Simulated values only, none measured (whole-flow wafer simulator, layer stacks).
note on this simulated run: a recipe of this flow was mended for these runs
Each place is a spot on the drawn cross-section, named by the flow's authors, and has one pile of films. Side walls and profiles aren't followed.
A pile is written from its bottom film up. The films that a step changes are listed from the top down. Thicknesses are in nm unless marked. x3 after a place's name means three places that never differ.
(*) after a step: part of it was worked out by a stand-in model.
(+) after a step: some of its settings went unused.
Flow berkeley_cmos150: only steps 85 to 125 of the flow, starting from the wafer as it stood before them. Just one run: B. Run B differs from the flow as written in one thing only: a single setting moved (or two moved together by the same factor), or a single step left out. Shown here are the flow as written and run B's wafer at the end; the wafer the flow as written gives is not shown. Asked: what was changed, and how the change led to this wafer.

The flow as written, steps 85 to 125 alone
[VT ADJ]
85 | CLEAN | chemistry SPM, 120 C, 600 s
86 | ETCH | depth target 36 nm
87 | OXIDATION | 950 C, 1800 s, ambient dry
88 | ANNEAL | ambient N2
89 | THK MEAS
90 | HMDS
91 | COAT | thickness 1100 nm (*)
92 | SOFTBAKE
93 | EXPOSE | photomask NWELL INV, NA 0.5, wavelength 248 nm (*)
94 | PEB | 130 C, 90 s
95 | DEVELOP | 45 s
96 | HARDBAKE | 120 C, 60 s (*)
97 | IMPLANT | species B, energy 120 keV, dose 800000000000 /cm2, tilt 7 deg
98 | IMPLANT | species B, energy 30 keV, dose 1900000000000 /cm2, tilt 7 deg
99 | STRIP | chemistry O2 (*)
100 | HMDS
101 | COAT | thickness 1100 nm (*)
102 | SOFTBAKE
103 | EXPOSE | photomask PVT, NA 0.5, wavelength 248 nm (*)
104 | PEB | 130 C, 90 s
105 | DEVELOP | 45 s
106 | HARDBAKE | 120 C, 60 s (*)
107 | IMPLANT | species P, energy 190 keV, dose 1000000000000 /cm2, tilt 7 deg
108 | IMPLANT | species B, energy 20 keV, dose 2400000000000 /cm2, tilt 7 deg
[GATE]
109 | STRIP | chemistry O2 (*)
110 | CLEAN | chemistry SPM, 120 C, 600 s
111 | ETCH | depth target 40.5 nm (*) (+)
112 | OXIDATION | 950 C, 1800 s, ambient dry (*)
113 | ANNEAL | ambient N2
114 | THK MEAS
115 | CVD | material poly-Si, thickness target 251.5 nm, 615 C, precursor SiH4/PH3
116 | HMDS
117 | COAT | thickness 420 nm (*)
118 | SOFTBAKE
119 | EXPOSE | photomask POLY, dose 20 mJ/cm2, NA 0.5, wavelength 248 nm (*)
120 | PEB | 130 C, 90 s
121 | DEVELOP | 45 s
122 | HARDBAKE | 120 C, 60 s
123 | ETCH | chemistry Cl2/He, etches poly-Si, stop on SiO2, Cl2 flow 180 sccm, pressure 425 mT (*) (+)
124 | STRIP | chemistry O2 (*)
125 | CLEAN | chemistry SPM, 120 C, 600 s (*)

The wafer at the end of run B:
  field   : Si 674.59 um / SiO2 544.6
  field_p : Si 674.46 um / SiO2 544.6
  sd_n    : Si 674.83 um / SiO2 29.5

The reason: step 111, ETCH: depth target 20.25 nm was run, while the flow as written has depth target 40.5 nm.

Step by step, how the change led to this:
  111 | ETCH | depth target 40.5 nm (*) (+)
      sd_n: SiO2 loses 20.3 (in the flow as written it would be: SiO2 loses 40.4 (all of it))
      field, field_p: SiO2 loses 20.2 (in the flow as written it would be: SiO2 loses 40.5)
  112 | OXIDATION | 950 C, 1800 s, ambient dry (*)
      sd_n: SiO2 gains 12.5, Si loses 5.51 (in the flow as written it would be: SiO2 gains 20.4 (new film), Si loses 8.98)
  124 | STRIP | chemistry O2 (*)
      gate_n: chemical SiO2 gains 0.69 (new film), KrF-resist loses 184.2 (all of it), poly-Si loses 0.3 (in the flow as written it would be: chemical SiO2 gains 0.69 (new film), KrF-resist loses 176.1 (all of it), poly-Si loses 0.3)
      gate_p: chemical SiO2 gains 0.69 (new film), KrF-resist loses 217.6 (all of it), poly-Si loses 0.3 (in the flow as written it would be: chemical SiO2 gains 0.69 (new film), KrF-resist loses 213.2 (all of it), poly-Si loses 0.3)
